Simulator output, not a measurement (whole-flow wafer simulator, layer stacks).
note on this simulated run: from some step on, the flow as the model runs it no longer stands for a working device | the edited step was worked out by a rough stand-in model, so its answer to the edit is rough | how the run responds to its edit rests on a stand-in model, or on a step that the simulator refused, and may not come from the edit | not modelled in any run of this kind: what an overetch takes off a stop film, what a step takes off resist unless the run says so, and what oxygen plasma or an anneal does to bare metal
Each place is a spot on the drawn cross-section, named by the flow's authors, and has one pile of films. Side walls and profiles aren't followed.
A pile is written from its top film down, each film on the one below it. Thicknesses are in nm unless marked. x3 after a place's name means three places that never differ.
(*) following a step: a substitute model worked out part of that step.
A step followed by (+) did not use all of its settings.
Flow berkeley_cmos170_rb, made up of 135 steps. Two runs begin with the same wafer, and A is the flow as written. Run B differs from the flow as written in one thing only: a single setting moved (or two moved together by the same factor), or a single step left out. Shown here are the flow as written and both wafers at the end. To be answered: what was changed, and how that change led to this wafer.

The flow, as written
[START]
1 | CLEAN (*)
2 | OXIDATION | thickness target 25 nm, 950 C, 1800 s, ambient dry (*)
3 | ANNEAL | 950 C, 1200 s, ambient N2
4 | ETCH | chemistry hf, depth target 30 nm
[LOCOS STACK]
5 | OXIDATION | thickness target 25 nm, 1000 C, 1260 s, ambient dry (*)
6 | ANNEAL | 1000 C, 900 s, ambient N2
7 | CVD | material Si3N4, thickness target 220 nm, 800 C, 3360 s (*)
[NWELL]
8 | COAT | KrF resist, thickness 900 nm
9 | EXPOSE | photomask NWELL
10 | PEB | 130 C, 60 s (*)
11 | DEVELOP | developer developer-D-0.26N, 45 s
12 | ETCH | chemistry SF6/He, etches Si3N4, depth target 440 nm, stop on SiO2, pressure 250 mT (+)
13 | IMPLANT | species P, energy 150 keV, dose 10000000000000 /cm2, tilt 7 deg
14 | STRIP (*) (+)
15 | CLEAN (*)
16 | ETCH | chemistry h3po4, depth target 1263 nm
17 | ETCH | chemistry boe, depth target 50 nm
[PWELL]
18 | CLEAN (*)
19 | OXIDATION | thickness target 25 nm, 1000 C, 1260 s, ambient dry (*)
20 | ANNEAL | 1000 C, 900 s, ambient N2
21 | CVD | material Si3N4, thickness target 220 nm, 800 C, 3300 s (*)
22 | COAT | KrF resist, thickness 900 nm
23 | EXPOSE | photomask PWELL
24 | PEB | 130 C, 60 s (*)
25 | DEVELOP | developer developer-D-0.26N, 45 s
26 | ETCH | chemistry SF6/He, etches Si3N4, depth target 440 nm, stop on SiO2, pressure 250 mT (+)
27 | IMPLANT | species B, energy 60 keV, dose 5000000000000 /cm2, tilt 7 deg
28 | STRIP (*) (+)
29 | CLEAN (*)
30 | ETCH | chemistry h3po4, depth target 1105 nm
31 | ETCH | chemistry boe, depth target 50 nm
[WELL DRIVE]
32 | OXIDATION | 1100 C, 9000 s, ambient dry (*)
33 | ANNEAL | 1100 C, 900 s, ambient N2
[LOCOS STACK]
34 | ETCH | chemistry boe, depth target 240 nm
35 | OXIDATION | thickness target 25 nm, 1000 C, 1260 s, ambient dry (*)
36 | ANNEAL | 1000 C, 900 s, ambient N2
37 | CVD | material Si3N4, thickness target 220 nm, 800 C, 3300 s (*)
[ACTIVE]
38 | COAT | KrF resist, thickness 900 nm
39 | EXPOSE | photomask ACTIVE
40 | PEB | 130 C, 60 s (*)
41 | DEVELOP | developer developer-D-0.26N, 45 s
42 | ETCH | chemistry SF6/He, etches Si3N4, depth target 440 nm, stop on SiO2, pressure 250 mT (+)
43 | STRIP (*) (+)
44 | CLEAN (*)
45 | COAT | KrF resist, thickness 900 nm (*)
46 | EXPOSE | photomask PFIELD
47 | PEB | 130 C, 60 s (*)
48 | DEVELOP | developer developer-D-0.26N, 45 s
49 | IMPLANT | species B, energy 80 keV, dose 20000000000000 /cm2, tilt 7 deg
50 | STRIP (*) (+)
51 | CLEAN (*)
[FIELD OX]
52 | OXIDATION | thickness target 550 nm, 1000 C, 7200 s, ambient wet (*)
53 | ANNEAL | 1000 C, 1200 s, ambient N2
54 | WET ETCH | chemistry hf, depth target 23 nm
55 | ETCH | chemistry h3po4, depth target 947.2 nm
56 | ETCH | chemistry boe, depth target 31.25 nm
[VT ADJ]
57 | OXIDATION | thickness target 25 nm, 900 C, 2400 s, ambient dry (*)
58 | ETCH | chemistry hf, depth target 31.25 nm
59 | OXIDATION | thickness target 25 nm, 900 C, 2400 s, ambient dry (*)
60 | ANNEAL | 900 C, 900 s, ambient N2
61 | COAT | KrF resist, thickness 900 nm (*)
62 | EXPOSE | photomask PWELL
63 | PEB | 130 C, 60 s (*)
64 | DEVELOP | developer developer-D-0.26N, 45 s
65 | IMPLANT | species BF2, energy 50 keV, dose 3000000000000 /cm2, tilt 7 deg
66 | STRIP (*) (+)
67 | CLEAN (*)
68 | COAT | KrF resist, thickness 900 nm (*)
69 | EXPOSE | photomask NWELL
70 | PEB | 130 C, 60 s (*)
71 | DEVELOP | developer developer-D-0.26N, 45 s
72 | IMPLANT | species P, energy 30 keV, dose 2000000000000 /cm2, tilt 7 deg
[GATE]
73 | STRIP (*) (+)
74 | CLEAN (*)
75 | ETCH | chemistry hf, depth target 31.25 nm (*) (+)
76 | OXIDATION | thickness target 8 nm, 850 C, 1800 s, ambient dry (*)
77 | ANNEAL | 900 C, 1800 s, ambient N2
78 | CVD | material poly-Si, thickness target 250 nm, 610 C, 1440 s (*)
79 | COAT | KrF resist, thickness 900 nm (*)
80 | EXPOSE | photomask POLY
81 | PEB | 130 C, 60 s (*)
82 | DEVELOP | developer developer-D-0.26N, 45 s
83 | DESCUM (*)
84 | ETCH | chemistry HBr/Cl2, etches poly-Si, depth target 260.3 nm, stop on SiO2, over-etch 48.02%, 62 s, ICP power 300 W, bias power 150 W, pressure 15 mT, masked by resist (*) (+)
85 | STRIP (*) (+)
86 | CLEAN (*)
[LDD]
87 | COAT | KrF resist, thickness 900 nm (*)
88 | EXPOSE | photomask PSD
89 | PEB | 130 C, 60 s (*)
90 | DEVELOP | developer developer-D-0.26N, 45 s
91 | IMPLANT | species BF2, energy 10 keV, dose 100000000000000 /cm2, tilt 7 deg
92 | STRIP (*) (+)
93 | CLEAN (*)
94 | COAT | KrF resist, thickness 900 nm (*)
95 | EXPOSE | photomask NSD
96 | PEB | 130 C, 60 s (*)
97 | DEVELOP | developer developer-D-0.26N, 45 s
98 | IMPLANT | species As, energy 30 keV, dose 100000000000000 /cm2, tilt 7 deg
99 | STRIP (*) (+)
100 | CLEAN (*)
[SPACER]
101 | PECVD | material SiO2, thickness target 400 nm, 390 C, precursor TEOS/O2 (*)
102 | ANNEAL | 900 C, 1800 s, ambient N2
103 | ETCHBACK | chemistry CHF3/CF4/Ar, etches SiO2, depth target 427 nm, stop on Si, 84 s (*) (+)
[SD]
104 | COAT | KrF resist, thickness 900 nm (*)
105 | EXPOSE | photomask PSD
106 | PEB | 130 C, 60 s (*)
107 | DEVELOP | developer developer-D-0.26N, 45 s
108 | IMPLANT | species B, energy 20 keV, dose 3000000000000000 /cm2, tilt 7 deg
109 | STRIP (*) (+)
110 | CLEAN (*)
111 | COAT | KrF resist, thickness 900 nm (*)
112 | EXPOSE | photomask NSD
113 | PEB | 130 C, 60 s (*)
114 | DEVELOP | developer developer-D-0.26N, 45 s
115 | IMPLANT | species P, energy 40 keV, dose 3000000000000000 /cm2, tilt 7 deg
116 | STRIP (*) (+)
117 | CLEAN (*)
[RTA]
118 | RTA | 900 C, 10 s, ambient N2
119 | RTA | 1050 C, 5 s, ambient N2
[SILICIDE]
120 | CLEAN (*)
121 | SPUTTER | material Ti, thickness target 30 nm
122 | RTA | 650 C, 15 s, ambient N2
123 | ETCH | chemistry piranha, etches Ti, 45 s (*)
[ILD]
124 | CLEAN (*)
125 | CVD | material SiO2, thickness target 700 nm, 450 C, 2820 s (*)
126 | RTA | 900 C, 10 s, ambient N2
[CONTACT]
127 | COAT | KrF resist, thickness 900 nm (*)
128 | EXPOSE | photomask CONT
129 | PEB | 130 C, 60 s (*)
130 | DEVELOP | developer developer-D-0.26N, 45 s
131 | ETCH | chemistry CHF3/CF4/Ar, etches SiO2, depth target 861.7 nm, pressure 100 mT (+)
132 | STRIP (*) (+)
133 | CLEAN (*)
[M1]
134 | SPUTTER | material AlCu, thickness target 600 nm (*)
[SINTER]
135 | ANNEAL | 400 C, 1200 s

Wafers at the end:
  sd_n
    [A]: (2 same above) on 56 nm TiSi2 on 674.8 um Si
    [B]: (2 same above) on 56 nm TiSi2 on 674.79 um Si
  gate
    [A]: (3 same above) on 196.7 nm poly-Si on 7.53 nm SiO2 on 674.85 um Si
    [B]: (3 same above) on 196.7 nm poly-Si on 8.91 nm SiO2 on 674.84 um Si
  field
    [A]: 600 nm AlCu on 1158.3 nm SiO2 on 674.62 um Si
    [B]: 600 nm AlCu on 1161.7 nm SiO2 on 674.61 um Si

The reason: step 59, OXIDATION: 990 C was run, whereas the flow has 900 C.

Step by step, how the change led to this:
  59 | OXIDATION | thickness target 25 nm, 900 C, 2400 s, ambient dry (*)
      sd_n, spacer_n, gate, sd_p, spacer_p, gate_p, contact, m1: A +15 SiO2 (new film), -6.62 Si | B +34.6 SiO2 (new film), -15.2 Si
      field: A +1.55 SiO2, -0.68 Si | B +4.96 SiO2, -2.18 Si
  75 | ETCH | chemistry hf, depth target 31.25 nm (*) (+)
      sd_n, spacer_n, gate, sd_p, spacer_p, gate_p, contact, m1: A -15 SiO2 (all of it) | B -31.2 SiO2
  76 | OXIDATION | thickness target 8 nm, 850 C, 1800 s, ambient dry (*)
      sd_n, spacer_n, gate, sd_p, spacer_p, gate_p, contact, m1: A +7.53 SiO2 (new film), -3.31 Si | B +5.53 SiO2, -2.43 Si
  121 | SPUTTER | material Ti, thickness target 30 nm
      sd_p: A +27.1 Ti (new film) | B +25.5 Ti (new film)
  122 | RTA | 650 C, 15 s, ambient N2
      sd_p: A -21.1 Ti, +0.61 TiSi first (new film), +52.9 TiSi2 C49 (new film), -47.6 Si | B -19.9 Ti, +50.6 TiSi2 C49 (new film), -45.2 Si
  126 | RTA | 900 C, 10 s, ambient N2
      sd_p: A under 1 film: +50.7 TiSi2 (new film), -0.61 TiSi first (all of it), -52.9 TiSi2 C49 (all of it), -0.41 Si | B under 1 film: +47.7 TiSi2 (new film), -50.6 TiSi2 C49 (all of it)
